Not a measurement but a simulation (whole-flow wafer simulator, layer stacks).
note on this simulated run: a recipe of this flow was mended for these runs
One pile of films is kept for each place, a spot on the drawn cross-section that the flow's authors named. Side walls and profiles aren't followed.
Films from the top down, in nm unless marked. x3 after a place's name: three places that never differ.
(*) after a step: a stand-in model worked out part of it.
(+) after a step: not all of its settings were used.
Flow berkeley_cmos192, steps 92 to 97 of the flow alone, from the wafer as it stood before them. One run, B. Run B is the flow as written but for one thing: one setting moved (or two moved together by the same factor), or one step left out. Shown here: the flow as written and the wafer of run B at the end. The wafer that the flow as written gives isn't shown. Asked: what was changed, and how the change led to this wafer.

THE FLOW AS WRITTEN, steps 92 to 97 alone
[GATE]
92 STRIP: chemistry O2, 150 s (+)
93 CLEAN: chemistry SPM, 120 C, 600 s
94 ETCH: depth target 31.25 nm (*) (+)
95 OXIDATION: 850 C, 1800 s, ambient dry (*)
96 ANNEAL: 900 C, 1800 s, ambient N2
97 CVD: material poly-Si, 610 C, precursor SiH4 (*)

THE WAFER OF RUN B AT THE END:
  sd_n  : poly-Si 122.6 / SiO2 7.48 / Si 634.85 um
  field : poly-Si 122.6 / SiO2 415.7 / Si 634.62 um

The cause: step 97, CVD: 578 C was run, where the flow has 610 C.

How the change led to this, step by step:
  97 CVD: material poly-Si, 610 C, precursor SiH4 (*)
      field, sd_n, spacer_n, gate, sd_p, spacer_p x2, contact, m1: poly-Si +122.6 (new film) (as written it would be: poly-Si +250 (new film))
